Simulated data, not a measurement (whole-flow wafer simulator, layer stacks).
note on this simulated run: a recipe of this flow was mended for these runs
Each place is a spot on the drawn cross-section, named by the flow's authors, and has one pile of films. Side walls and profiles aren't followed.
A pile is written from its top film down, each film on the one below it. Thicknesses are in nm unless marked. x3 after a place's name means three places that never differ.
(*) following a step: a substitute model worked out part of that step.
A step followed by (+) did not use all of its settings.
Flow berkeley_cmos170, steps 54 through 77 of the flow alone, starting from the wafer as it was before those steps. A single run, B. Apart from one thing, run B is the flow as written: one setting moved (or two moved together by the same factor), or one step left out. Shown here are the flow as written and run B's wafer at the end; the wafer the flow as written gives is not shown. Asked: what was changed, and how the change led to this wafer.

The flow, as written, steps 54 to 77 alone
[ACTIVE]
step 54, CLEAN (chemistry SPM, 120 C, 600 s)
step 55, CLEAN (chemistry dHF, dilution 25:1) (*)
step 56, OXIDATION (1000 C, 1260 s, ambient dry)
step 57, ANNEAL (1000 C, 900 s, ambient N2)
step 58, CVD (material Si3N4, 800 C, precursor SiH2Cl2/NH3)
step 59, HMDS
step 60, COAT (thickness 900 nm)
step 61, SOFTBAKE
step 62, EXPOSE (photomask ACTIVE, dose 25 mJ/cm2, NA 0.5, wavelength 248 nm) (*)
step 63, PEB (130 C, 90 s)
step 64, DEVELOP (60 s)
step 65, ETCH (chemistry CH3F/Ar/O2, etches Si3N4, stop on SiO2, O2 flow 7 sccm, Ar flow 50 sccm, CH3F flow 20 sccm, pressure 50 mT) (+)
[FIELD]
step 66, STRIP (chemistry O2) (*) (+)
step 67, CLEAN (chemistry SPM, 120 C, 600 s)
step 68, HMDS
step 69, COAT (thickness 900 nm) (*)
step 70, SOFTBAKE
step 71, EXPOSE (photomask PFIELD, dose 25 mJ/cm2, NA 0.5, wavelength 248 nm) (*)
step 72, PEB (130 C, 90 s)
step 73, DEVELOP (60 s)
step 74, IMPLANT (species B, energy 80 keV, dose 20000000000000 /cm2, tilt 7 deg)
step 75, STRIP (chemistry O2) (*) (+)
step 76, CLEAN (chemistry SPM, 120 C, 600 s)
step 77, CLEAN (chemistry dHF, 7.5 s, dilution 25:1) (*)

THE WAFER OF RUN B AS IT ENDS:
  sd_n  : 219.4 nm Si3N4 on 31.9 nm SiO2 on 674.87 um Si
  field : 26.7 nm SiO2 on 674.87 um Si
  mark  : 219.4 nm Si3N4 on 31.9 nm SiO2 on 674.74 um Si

Cause: step 56, OXIDATION: 1764 s was run, whereas the flow has 1260 s.

How this came from the change, step by step:
  step 56, OXIDATION (1000 C, 1260 s, ambient dry)
      field, mark, sd_n and 10 more: +31.9 SiO2 (new film), -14 Si (as written it would have been: +26.6 SiO2 (new film), -11.7 Si)
